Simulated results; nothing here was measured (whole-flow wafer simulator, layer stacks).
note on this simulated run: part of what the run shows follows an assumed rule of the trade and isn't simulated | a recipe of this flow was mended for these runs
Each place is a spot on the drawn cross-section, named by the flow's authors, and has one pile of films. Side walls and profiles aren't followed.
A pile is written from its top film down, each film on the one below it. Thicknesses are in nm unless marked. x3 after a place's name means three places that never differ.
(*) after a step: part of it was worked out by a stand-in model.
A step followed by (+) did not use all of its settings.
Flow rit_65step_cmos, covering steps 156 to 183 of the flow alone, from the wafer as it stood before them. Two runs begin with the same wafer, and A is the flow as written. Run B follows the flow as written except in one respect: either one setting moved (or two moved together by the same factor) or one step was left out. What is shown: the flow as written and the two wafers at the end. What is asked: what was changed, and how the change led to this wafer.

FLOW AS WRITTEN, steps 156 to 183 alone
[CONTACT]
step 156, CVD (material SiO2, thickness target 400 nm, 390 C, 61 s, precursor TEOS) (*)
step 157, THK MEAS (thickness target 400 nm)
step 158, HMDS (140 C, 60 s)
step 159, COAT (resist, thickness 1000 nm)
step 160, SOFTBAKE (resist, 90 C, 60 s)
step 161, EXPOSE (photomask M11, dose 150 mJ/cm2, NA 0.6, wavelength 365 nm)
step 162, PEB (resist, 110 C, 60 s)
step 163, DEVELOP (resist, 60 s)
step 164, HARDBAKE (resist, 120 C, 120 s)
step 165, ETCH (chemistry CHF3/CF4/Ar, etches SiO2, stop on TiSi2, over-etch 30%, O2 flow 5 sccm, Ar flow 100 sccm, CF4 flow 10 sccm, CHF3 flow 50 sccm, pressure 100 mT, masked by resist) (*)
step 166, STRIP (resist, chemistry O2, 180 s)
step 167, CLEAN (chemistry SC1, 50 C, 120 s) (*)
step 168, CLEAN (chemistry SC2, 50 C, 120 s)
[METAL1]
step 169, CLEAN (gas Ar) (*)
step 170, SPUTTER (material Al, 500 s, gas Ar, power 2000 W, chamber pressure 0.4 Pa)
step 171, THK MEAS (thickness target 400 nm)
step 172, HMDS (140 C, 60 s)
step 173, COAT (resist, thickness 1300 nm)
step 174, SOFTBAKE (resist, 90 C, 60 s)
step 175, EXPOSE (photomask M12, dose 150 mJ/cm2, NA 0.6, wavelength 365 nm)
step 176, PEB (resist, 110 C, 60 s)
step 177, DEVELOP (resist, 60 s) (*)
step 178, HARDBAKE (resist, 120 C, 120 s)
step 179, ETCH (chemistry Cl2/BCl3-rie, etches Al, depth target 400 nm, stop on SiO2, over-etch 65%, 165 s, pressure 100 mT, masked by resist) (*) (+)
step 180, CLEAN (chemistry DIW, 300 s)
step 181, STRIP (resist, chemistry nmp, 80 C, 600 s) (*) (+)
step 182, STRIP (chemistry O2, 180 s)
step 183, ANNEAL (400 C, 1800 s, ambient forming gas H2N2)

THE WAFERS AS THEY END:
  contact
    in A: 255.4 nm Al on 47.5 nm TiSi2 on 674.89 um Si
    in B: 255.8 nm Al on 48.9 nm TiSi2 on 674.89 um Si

Cause: step 165, ETCH: over-etch 23.2% was run, whereas the flow has over-etch 30%.

How this came from the change, step by step:
  step 165, ETCH (chemistry CHF3/CF4/Ar, etches SiO2, stop on TiSi2, over-etch 30%, O2 flow 5 sccm, Ar flow 100 sccm, CF4 flow 10 sccm, CHF3 flow 50 sccm, pressure 100 mT, masked by resist) (*)
      field, field_pw, field_nw and 10 more: A resist loses 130 | B resist loses 123.2
      contact: A SiO2 loses 400 (all of it), TiSi2 loses 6 | B SiO2 loses 400 (all of it), TiSi2 loses 4.64
